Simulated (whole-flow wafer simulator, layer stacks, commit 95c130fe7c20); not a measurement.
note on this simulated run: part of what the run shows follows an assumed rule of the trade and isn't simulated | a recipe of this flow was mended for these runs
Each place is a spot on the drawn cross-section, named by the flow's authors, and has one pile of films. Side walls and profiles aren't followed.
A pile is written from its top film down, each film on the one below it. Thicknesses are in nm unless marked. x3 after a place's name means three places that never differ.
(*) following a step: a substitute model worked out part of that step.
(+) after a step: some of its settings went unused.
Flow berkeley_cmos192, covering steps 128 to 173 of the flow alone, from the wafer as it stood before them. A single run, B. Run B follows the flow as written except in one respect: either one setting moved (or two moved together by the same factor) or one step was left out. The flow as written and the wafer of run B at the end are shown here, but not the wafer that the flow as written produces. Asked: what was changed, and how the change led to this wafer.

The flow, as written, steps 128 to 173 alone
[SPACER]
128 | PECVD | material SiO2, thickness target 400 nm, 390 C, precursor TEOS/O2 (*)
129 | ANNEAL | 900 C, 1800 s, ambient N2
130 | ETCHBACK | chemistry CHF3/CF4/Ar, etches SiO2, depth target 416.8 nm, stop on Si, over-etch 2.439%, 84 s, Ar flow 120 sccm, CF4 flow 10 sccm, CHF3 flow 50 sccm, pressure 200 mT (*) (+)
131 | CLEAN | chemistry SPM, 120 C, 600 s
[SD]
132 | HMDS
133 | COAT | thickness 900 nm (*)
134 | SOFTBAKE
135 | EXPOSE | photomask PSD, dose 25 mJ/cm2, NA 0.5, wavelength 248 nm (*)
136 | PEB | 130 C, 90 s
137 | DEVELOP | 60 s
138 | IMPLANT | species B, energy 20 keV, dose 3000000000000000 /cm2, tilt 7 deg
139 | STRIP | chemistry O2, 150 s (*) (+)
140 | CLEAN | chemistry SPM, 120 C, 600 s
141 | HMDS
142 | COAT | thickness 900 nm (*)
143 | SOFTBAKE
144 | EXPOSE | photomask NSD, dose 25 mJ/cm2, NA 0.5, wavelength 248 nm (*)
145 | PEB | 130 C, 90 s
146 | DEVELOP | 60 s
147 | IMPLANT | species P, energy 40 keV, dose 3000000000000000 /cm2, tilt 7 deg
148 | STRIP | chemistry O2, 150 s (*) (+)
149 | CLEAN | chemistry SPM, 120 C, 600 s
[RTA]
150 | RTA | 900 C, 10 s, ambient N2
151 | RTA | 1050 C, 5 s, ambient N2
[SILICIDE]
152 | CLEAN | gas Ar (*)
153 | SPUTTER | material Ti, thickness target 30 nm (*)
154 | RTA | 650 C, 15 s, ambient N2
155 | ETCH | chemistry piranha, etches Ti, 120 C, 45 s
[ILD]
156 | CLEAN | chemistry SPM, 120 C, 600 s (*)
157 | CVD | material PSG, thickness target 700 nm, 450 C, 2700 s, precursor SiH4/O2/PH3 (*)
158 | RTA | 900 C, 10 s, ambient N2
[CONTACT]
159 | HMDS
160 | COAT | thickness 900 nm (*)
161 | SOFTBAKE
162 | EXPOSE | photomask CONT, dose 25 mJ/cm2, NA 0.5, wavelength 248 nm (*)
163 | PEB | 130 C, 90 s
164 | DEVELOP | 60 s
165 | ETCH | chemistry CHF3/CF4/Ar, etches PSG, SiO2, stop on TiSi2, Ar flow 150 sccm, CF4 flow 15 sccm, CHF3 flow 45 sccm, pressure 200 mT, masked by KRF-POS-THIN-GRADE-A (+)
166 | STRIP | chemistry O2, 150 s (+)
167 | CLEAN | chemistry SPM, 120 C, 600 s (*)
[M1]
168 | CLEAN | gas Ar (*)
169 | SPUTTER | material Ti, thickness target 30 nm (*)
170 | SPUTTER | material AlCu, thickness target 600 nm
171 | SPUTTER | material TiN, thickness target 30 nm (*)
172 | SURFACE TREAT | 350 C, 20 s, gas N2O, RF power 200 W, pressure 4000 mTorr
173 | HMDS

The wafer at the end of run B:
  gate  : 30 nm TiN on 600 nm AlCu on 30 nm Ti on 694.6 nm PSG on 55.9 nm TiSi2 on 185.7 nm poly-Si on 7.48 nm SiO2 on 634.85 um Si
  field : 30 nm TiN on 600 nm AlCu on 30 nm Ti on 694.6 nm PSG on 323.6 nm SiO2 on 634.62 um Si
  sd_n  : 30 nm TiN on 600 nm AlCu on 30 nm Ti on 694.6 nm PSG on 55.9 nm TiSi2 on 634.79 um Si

Cause: step 128, PECVD: thickness target 342 nm was run, while the flow as written has thickness target 400 nm.

How this came from the change, step by step:
  128 | PECVD | material SiO2, thickness target 400 nm, 390 C, precursor TEOS/O2 (*)
      field, sd_n, contact, m1: SiO2 gains 342 (it would be, as written: SiO2 gains 400)
      spacer_n, sd_p, spacer_p: SiO2 gains 330.7 (it would be, as written: SiO2 gains 386.5)
      (also at 2 further places)
  130 | ETCHBACK | chemistry CHF3/CF4/Ar, etches SiO2, depth target 416.8 nm, stop on Si, over-etch 2.439%, 84 s, Ar flow 120 sccm, CF4 flow 10 sccm, CHF3 flow 50 sccm, pressure 200 mT (*) (+)
      gate, gate_p: SiO2 loses 342 (all of it), chemical SiO2 loses 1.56 (all of it), poly-Si loses 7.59 (it would be, as written: SiO2 loses 400 (all of it), chemical SiO2 loses 1.56 (all of it), poly-Si loses 2.31)
      sd_n: SiO2 loses 348 (all of it), Si loses 7.59 (it would be, as written: SiO2 loses 406 (all of it), Si loses 2.31)
      (also at 3 further places)
  133 | COAT | thickness 900 nm (*)
      sd_n: KrF-resist gains 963 (new film) (it would be, as written: KrF-resist gains 993.2 (new film))
      spacer_n: KrF-resist gains 810 (new film) (it would be, as written: KrF-resist gains 785.3 (new film))
      (also at 6 further places)
  137 | DEVELOP | 60 s
      sd_p: KrF-resist loses 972 (all of it) (it would be, as written: KrF-resist loses 999 (all of it))
      spacer_p: KrF-resist loses 805.3 (all of it) (it would be, as written: KrF-resist loses 778.4 (all of it))
      (also at 1 further place)
  139 | STRIP | chemistry O2, 150 s (*) (+)
      sd_n: KrF-resist loses 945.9 (all of it), chemical SiO2 gains 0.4, Si loses 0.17 (it would be, as written: KrF-resist loses 976 (all of it), chemical SiO2 gains 0.39, Si loses 0.17)
      spacer_n: KrF-resist loses 793.4 (all of it) (it would be, as written: KrF-resist loses 768.7 (all of it))
      (also at 3 further places)
  142 | COAT | thickness 900 nm (*)
      sd_n: KrF-resist gains 962.9 (new film) (it would be, as written: KrF-resist gains 993.1 (new film))
      spacer_n: KrF-resist gains 810.1 (new film) (it would be, as written: KrF-resist gains 785.4 (new film))
      (also at 6 further places)
  146 | DEVELOP | 60 s
      sd_n: KrF-resist loses 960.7 (all of it) (it would be, as written: KrF-resist loses 990.8 (all of it))
      spacer_n: KrF-resist loses 808.4 (all of it) (it would be, as written: KrF-resist loses 783.7 (all of it))
      (also at 3 further places)
  148 | STRIP | chemistry O2, 150 s (*) (+)
      sd_p: KrF-resist loses 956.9 (all of it), chemical SiO2 gains 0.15, Si loses 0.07 (it would be, as written: KrF-resist loses 983.9 (all of it), chemical SiO2 gains 0.15, Si loses 0.07)
      spacer_p: KrF-resist loses 790.5 (all of it) (it would be, as written: KrF-resist loses 763.6 (all of it))
      (also at 1 further place)
  153 | SPUTTER | material Ti, thickness target 30 nm (*)
      sd_p: Ti gains 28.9 (new film) (it would be, as written: Ti gains 28.2 (new film))
  154 | RTA | 650 C, 15 s, ambient N2
      sd_p: Ti loses 22.6, TiSi first gains 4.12 (new film), TiSi2 C49 gains 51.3 (new film), Si loses 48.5 (it would be, as written: Ti loses 22, TiSi first gains 2.72 (new film), TiSi2 C49 gains 51.9 (new film), Si loses 48.2)
  158 | RTA | 900 C, 10 s, ambient N2
      sd_p: under 1 film: TiSi2 gains 53.9 (new film), TiSi first loses 4.02 (all of it), TiSi2 C49 loses 51.3 (all of it), Si loses 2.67 (it would be, as written: under 1 film: TiSi2 gains 52.6 (new film), TiSi first loses 2.61 (all of it), TiSi2 C49 loses 51.9 (all of it), Si loses 1.74)
  160 | COAT | thickness 900 nm (*)
      sd_n: KrF-resist gains 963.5 (new film) (it would be, as written: KrF-resist gains 995.6 (new film))
      spacer_n: KrF-resist gains 840.5 (new film) (it would be, as written: KrF-resist gains 823.6 (new film))
      (also at 6 further places)
  164 | DEVELOP | 60 s
      contact: KrF-resist loses 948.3 (all of it) (it would be, as written: KrF-resist loses 973.5 (all of it))
  166 | STRIP | chemistry O2, 150 s (+)
      sd_n: KrF-resist loses 752.3 (all of it) (it would be, as written: KrF-resist loses 784.4 (all of it))
      spacer_n: KrF-resist loses 629.6 (all of it) (it would be, as written: KrF-resist loses 612.8 (all of it))
      (also at 5 further places)
  169 | SPUTTER | material Ti, thickness target 30 nm (*)
      sd_p: Ti gains 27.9 (new film) (it would be, as written: Ti gains 26.8 (new film))
  170 | SPUTTER | material AlCu, thickness target 600 nm
      sd_p: AlCu gains 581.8 (new film) (it would be, as written: AlCu gains 557.4 (new film))
  171 | SPUTTER | material TiN, thickness target 30 nm (*)
      sd_p: TiN gains 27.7 (new film) (it would be, as written: TiN gains 26.2 (new film))
